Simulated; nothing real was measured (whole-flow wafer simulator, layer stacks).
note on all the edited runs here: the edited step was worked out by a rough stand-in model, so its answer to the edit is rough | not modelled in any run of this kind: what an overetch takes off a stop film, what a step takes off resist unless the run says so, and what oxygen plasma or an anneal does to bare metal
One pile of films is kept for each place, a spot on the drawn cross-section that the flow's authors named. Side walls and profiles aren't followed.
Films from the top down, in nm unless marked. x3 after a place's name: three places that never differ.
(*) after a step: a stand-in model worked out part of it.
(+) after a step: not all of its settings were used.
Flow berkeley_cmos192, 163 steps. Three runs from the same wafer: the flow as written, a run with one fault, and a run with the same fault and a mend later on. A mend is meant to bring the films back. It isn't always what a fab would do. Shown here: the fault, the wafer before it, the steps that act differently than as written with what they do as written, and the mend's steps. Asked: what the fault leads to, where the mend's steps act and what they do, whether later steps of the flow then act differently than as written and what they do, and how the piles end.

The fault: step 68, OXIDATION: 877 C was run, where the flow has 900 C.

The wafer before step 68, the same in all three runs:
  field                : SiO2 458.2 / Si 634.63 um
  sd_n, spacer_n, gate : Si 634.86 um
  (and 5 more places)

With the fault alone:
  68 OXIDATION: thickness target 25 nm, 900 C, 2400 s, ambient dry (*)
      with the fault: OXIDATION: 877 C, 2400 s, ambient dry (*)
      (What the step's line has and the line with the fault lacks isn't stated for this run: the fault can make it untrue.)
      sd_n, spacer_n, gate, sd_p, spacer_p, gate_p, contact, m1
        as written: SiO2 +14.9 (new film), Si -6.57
        with the fault: SiO2 +11.8 (new film), Si -5.21
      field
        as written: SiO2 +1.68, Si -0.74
        with the fault: SiO2 +1.1, Si -0.48
  Later steps of the flow that act differently than as written (38 more steps differ only slightly, by at most 2% or 0.5 nm, whichever is larger, and aren't shown):
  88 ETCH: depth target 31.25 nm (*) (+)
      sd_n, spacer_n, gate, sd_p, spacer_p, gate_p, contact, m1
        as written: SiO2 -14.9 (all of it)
        with the fault: SiO2 -11.8 (all of it)
  At the end the piles differ from the flow's only slightly at the places that both follow, by at most 2% or 0.5 nm, whichever is larger.

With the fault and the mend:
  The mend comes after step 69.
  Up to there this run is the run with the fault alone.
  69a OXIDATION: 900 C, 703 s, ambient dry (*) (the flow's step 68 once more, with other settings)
      sd_n, spacer_n, gate, sd_p, spacer_p, gate_p, contact, m1
        SiO2 +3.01, Si -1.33
      field
        SiO2 +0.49, Si -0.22
  No later step of the flow acts differently than as written, at any place that is followed, by more than 2% or 0.5 nm, whichever is larger.
  At the end the piles differ from the flow's only slightly at the places that both follow, by at most 2% or 0.5 nm, whichever is larger.
